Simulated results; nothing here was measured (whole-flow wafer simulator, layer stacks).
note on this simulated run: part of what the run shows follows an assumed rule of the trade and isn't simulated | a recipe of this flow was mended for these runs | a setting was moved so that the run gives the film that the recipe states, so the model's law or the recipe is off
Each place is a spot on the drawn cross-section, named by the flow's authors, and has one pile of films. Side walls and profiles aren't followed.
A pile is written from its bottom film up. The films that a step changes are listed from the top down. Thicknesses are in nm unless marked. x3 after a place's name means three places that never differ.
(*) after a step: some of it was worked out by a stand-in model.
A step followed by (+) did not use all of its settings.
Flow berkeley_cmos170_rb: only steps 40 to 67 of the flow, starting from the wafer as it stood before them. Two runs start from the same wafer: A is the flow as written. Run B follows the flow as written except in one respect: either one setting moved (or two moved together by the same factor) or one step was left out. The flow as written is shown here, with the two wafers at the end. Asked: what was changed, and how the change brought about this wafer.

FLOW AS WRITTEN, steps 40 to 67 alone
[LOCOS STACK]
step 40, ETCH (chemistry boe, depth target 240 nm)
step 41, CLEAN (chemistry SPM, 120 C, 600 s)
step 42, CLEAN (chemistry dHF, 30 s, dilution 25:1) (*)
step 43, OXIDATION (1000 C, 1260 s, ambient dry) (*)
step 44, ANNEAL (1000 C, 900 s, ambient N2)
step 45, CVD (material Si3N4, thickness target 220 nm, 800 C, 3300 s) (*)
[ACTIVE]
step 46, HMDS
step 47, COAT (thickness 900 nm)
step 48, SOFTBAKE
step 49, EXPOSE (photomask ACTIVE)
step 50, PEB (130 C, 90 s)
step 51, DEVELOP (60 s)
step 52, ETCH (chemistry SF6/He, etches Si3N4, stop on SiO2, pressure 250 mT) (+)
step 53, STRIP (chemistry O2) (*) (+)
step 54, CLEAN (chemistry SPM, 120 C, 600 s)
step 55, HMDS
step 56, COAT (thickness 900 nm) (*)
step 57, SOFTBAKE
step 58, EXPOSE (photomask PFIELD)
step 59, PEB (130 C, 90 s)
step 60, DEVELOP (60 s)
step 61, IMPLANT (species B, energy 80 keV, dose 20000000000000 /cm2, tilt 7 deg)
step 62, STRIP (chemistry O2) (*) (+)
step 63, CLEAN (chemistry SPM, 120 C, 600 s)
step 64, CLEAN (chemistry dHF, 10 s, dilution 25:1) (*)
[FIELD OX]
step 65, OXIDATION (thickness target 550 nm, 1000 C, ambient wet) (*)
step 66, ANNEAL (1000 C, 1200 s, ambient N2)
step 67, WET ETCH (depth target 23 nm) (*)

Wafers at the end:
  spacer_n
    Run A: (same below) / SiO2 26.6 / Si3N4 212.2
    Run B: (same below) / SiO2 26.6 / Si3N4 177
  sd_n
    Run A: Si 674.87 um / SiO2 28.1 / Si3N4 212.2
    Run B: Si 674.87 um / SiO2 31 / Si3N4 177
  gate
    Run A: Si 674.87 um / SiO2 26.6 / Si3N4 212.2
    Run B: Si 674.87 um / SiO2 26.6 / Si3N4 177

Cause: step 45, CVD: 2772 s was run, whereas the flow has 3300 s.

The path from the change to this, step by step:
  step 45, CVD (material Si3N4, thickness target 220 nm, 800 C, 3300 s) (*)
      field, sd_n, spacer_n and 6 more: A +220 Si3N4 (new film) | B +184.8 Si3N4 (new film)
  step 52, ETCH (chemistry SF6/He, etches Si3N4, stop on SiO2, pressure 250 mT) (+)
      sd_n, spacer_n, gate, sd_p, spacer_p, gate_p, contact, m1: A -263 KrF-resist | B -224.8 KrF-resist
      field: A -220 Si3N4 (all of it), -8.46 SiO2 | B -184.8 Si3N4 (all of it), -8.46 SiO2
  step 53, STRIP (chemistry O2) (*) (+)
      sd_n, spacer_n, gate, sd_p, spacer_p, gate_p, contact, m1: A -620 KrF-resist (all of it) | B -658.3 KrF-resist (all of it)
  step 56, COAT (thickness 900 nm) (*)
      sd_n: A +782.7 KrF-resist (new film) | B +800.6 KrF-resist (new film)
      m1: A +784.9 KrF-resist (new film) | B +802 KrF-resist (new film)
  step 62, STRIP (chemistry O2) (*) (+)
      sd_n: A -766.1 KrF-resist (all of it) | B -784 KrF-resist (all of it)
      m1: A -768.3 KrF-resist (all of it) | B -785.3 KrF-resist (all of it)
  step 65, OXIDATION (thickness target 550 nm, 1000 C, ambient wet) (*)
      gate: A +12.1 SiO2 (new film), -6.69 Si3N4, +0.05 SiO2, -0.05 Si | B +12.1 SiO2 (new film), -6.69 Si3N4
      sd_n: A +12.1 SiO2 (new film), -6.69 Si3N4, +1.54 SiO2, -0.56 Si | B +12.1 SiO2 (new film), -6.69 Si3N4, +4.48 SiO2, -1.87 Si
